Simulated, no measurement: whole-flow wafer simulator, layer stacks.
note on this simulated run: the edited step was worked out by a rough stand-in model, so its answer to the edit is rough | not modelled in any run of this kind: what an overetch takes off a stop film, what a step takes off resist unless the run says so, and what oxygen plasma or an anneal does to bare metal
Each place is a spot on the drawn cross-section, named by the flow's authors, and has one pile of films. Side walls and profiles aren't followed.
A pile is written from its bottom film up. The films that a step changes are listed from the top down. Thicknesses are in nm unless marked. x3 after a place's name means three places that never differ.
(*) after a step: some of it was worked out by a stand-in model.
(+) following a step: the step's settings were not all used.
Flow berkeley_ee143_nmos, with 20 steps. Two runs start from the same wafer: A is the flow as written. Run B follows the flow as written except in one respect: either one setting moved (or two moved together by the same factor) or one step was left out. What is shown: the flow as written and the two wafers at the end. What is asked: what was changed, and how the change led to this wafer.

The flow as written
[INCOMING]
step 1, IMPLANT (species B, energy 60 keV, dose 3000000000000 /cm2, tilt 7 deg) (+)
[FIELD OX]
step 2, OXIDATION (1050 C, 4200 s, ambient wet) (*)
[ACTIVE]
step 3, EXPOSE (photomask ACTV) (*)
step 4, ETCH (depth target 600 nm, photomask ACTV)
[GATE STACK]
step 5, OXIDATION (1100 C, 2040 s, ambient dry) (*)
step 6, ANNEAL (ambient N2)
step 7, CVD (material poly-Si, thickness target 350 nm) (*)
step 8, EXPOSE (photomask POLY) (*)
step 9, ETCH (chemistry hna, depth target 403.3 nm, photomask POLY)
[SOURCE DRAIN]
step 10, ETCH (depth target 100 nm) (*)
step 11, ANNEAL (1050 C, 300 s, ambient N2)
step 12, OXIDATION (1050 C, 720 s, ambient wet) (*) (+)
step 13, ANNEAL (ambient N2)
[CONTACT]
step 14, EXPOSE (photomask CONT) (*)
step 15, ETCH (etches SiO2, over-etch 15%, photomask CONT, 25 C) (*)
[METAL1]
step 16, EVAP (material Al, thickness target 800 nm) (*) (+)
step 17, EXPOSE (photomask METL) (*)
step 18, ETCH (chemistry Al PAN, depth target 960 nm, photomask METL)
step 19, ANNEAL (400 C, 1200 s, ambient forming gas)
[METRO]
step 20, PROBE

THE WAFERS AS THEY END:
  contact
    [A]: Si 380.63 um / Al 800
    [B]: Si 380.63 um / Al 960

What caused this: step 16, EVAP: thickness target 960 nm was run, though the flow has thickness target 800 nm.
The wafer lets one read it off: contact has Al 960, and step 16 as written asks for 800 nm.

The path from the change to this, step by step:
  step 16, EVAP (material Al, thickness target 800 nm) (*) (+)
      gate, sd, contact, field: A +800 Al (new film) | B +960 Al (new film)
  step 18, ETCH (chemistry Al PAN, depth target 960 nm, photomask METL)
      gate, sd, field: A -800 Al (all of it) | B -960 Al (all of it)
